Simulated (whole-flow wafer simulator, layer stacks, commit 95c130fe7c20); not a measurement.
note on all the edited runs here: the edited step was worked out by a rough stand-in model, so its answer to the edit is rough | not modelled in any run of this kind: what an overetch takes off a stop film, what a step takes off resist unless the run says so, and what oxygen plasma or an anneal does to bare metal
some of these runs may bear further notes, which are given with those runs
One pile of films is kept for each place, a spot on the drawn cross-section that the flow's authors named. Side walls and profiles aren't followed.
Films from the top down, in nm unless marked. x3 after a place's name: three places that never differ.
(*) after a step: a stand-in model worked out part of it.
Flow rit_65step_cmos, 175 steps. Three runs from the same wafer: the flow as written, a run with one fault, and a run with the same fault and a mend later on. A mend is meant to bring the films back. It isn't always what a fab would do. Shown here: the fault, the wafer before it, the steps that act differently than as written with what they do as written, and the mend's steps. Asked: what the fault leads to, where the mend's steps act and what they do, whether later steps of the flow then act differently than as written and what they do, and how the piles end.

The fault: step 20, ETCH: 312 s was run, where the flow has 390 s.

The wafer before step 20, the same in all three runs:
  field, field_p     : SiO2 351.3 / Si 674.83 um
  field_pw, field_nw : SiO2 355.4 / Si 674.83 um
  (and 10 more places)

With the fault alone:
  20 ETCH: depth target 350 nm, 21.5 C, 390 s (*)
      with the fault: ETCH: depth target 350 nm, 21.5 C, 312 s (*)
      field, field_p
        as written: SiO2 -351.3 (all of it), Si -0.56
        with the fault: SiO2 -304.7
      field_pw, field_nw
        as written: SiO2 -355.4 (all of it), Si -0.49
        with the fault: SiO2 -304.7
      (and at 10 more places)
  Later steps of the flow that act differently than as written (52 more steps differ only slightly, by at most 2% or 0.5 nm, whichever is larger, and aren't shown):
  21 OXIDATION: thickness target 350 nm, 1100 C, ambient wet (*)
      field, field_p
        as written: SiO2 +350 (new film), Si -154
        with the fault: SiO2 +315.3, Si -138.7
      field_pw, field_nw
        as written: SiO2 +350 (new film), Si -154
        with the fault: SiO2 +312.5, Si -137.5
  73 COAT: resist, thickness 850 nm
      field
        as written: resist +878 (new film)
        with the fault: resist +858.3 (new film)
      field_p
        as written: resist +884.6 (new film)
        with the fault: resist +864.9 (new film)
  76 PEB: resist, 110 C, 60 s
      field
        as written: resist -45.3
        with the fault: resist -44.3
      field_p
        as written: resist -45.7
        with the fault: resist -44.6
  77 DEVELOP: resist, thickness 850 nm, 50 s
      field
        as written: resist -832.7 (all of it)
        with the fault: resist -814 (all of it)
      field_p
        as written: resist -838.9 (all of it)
        with the fault: resist -820.2 (all of it)
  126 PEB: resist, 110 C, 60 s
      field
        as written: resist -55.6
        with the fault: resist -54.4
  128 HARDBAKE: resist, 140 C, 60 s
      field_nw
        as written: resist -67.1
        with the fault: resist -65.7
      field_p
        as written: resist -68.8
        with the fault: resist -67.3
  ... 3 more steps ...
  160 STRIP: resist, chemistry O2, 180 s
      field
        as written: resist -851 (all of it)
        with the fault: resist -832.4 (all of it)
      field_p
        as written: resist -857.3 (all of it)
        with the fault: resist -838.7 (all of it)
  At the end the piles differ from the flow's by more than 2% or 0.5 nm, whichever is larger, at field, field_pw, field_nw, field_p.
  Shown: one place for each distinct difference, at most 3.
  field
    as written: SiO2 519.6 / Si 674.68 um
    with the fault: SiO2 531.3 / Si 674.69 um
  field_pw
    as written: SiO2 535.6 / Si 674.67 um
    with the fault: SiO2 548.6 / Si 674.69 um
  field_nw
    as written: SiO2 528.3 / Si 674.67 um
    with the fault: SiO2 541.6 / Si 674.69 um

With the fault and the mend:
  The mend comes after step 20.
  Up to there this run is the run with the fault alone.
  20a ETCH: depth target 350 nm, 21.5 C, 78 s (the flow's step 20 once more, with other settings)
      field, field_p
        SiO2 -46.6 (all of it)
      field_pw, field_nw
        SiO2 -50.6 (all of it)
  No later step of the flow acts differently than as written, at any place that is followed, by more than 2% or 0.5 nm, whichever is larger.
  At the end the piles differ from the flow's only slightly at the places that both follow, by at most 2% or 0.5 nm, whichever is larger.
